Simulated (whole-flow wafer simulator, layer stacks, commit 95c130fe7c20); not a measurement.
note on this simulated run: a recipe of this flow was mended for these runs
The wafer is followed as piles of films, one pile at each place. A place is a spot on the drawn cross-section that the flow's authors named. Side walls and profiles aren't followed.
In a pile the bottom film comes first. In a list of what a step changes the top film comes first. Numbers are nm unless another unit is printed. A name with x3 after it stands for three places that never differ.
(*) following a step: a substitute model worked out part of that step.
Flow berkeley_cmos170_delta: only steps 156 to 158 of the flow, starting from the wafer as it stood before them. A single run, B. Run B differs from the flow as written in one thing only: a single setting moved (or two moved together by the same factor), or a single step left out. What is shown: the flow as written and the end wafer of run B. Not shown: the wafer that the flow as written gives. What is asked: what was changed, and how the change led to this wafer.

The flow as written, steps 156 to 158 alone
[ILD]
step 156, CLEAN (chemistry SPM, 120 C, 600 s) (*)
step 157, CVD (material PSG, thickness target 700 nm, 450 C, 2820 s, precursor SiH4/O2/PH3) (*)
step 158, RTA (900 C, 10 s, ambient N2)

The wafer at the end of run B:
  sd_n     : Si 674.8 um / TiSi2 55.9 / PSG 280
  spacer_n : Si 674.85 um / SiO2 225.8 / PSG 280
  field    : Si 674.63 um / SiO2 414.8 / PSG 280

What caused this: step 157, CVD: thickness target 280 nm was run, whereas the flow has thickness target 700 nm; step 157, CVD: 1128 s was run, where the flow has 2820 s.
The wafer itself shows it: sd_n has PSG 280, and step 157 as written asks for 700 nm.

The path from the change to this, step by step:
  step 157, CVD (material PSG, thickness target 700 nm, 450 C, 2820 s, precursor SiH4/O2/PH3) (*)
      field, sd_n, spacer_n, gate, spacer_p, gate_p, contact x2: PSG gains 280 (new film) (as written it would have been: PSG gains 700 (new film))
      sd_p: PSG gains 267 (new film) (as written it would have been: PSG gains 659.7 (new film))
